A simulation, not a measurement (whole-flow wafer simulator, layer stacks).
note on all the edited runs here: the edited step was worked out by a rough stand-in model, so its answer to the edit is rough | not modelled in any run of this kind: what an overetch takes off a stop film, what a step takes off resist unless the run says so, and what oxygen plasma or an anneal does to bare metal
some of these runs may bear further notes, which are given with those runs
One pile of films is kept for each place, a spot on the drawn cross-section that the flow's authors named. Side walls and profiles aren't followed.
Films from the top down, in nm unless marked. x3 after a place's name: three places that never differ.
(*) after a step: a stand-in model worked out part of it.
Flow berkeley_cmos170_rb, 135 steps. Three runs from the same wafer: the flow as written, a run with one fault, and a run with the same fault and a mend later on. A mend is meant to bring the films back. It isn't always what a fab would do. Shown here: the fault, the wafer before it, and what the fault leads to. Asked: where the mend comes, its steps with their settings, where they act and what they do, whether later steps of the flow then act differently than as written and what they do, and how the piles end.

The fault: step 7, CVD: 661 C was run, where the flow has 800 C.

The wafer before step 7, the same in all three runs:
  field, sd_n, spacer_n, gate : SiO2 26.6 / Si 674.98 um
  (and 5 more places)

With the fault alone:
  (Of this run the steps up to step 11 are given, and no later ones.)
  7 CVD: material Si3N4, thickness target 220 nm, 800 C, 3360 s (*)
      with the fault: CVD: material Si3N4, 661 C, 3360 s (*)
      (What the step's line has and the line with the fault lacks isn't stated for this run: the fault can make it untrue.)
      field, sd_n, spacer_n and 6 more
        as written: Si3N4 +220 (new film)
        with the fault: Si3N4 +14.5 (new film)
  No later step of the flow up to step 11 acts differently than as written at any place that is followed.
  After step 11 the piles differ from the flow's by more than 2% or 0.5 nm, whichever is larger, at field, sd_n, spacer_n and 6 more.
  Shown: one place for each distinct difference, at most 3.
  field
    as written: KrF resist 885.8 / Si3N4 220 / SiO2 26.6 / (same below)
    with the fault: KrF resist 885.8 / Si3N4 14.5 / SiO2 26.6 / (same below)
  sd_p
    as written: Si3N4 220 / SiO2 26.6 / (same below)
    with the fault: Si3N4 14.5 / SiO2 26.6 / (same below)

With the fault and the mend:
  The mend comes after step 7.
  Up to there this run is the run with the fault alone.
  7a ETCH: chemistry h3po4, depth target 16.42 nm
      field, sd_n, spacer_n and 6 more
        Si3N4 -14.5 (all of it)
  7b CLEAN (*) (the flow's step 1 once more)
      changes no film at any place that is followed
  7c CVD: material Si3N4, thickness target 220 nm, 800 C, 3360 s (*) (the flow's step 7 once more)
      field, sd_n, spacer_n and 6 more
        Si3N4 +220 (new film)
  No later step of the flow acts differently than as written at any place that is followed.
  At the end the piles are the same as the flow's at every place that both follow.
